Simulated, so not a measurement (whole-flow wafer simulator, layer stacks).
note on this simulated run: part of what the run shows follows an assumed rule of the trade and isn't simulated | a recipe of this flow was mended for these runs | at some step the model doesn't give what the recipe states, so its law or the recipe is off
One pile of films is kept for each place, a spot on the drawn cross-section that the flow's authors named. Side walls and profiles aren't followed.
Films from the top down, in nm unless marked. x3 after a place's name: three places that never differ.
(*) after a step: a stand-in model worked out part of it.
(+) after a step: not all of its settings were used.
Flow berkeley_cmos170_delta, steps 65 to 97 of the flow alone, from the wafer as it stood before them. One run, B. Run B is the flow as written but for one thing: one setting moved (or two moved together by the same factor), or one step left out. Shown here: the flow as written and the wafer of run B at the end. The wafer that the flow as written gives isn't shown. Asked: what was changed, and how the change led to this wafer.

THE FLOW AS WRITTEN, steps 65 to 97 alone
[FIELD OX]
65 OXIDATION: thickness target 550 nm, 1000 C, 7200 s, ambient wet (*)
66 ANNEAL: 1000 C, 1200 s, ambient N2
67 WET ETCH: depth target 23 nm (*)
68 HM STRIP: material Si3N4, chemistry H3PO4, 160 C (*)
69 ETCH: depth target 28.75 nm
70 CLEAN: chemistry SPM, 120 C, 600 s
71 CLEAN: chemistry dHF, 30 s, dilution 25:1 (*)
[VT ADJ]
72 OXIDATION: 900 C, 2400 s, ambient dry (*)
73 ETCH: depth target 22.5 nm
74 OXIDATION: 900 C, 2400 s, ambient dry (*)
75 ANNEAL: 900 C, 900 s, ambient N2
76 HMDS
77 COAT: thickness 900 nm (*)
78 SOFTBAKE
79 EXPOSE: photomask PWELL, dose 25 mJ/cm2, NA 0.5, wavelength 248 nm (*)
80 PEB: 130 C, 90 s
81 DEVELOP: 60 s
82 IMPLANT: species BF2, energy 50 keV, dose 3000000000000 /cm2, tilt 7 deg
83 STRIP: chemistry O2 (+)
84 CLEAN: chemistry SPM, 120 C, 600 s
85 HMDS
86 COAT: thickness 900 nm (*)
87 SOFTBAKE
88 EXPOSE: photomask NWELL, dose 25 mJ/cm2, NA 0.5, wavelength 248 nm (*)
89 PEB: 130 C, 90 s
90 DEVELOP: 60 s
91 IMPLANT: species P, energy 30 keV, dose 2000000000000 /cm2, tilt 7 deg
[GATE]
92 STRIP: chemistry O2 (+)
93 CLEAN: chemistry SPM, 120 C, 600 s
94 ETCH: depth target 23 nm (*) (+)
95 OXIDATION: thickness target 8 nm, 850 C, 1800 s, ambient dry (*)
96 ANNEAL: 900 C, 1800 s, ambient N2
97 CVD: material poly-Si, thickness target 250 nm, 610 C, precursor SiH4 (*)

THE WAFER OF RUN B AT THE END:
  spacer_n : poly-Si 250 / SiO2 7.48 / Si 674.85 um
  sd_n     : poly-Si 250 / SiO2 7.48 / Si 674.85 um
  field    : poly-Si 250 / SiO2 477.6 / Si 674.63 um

The cause: step 69, ETCH: depth target 28.75 nm, was left out.

How the change led to this, step by step:
  70 CLEAN: chemistry SPM, 120 C, 600 s
      sd_n, spacer_n, gate, sd_p, spacer_p, gate_p, contact, m1: nothing (as written it would be: chemical SiO2 +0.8 (new film), Si -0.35)
  71 CLEAN: chemistry dHF, 30 s, dilution 25:1 (*)
      sd_n, spacer_n, gate, sd_p, spacer_p, gate_p, contact, m1: SiO2 -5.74 (as written it would be: chemical SiO2 -0.8 (all of it))
  72 OXIDATION: 900 C, 2400 s, ambient dry (*)
      spacer_n, gate, spacer_p, gate_p, contact, m1: SiO2 +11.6, Si -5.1 (as written it would be: SiO2 +14.9 (new film), Si -6.57)
      sd_n, sd_p: SiO2 +11.6, Si -5.09 (as written it would be: SiO2 +14.9 (new film), Si -6.57)
  73 ETCH: depth target 22.5 nm
      sd_n, spacer_n, gate, sd_p, spacer_p, gate_p, contact, m1: SiO2 -22.5 (as written it would be: SiO2 -14.9 (all of it))
  74 OXIDATION: 900 C, 2400 s, ambient dry (*)
      spacer_n, gate, spacer_p, gate_p, contact, m1: SiO2 +14.1, Si -6.2 (as written it would be: SiO2 +14.9 (new film), Si -6.57)
      sd_n, sd_p: SiO2 +14, Si -6.14 (as written it would be: SiO2 +14.9 (new film), Si -6.57)
